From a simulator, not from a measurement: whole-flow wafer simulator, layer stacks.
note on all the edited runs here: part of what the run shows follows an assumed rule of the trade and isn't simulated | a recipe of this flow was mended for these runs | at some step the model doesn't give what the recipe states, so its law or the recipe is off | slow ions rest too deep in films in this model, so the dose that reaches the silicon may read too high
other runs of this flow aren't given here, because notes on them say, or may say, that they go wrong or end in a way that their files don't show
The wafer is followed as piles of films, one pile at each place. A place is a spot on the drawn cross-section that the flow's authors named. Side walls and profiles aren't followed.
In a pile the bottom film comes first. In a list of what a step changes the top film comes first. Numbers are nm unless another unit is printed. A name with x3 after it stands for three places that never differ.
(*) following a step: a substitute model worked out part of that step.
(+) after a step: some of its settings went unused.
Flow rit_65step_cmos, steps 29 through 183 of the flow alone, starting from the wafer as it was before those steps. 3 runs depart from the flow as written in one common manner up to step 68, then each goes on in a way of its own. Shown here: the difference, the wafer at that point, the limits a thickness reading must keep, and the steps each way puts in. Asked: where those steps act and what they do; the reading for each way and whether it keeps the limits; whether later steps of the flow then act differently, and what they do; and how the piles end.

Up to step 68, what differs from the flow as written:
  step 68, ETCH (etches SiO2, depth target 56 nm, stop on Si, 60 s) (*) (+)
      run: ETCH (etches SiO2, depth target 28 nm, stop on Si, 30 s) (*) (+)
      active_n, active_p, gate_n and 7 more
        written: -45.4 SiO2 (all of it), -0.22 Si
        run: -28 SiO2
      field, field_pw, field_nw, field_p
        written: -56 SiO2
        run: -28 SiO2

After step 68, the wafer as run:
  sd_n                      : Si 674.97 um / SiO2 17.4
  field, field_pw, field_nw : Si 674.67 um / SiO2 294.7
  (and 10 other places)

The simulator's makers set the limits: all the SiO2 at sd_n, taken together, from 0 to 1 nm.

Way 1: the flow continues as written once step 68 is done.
  After step 68, the reading is 17.4 nm, outside the limits.
  Steps further on in the flow that do not act as written (37 other steps are not shown; they differ only slightly, by no more than 2% or 0.5 nm, whichever is larger):
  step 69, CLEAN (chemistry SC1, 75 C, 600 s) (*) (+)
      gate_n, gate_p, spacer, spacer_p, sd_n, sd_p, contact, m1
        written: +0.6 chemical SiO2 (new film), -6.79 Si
        way: -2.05 SiO2
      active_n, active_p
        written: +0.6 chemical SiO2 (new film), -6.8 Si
        way: -2.05 SiO2
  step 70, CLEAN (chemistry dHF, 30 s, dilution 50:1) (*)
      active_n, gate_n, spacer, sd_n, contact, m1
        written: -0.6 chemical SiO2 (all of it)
        way: -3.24 SiO2
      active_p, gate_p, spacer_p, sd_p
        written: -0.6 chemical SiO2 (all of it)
        way: -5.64 SiO2
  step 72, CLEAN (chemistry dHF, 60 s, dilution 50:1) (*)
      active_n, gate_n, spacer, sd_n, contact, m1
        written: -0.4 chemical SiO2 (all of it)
        way: -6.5 SiO2
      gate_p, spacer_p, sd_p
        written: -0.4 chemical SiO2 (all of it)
        way: -9.74 SiO2 (all of it)
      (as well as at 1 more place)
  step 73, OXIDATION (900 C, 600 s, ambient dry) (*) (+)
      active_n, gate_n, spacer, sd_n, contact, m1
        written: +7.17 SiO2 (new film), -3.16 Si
        way: +5.17 SiO2, -2.28 Si
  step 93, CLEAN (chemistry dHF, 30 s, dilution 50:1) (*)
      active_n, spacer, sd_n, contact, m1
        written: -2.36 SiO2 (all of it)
        way: -2.78 SiO2
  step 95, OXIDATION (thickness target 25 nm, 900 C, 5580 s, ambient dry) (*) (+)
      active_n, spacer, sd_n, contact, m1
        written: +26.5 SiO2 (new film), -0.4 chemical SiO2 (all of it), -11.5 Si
        way: +23.7 SiO2, -10.4 Si
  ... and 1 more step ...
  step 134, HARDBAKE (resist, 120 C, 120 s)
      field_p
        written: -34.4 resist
        way: -33.7 resist
  The piles end different from the flow's at field, field_pw, field_nw, field_p, gate_n by more than 2% or 0.5 nm, whichever is larger.
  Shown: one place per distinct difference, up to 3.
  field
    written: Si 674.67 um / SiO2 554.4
    way: Si 674.67 um / SiO2 582.2
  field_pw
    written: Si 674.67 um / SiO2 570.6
    way: Si 674.67 um / SiO2 598.3
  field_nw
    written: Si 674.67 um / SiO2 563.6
    way: Si 674.67 um / SiO2 591.1

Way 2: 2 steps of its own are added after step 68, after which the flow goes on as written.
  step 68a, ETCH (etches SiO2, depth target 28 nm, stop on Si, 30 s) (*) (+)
      active_n, active_p, gate_n and 7 more
        -17.4 SiO2 (all of it), -0.22 Si
      field, field_pw, field_nw, field_p
        -28 SiO2
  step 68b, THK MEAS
      leaves every film unchanged at each place that is followed
  After step 68b, the reading is 0 nm, within the limits.
  None of the later steps of the flow acts differently than as written at any place that is followed.
  The piles end the same as the flow's at every place that both follow.

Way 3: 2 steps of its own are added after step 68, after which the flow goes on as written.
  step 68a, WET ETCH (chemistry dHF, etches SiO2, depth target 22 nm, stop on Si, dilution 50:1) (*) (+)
      active_n, active_p, gate_n and 7 more
        -17.4 SiO2 (all of it)
      field, field_pw, field_nw, field_p
        -22 SiO2
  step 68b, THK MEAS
      leaves every film unchanged at each place that is followed
  After step 68b, the reading is 0 nm, within the limits.
  None of the later steps of the flow differs from how it acts as written, at any place that is followed, by more than 2% or 0.5 nm, whichever is larger.
  When the end is reached, the piles differ only a little from the flow's at the places that both follow, at most by 2% or 0.5 nm, whichever is larger.

Inside the limits: way 2, way 3. Outside the limits: way 1.
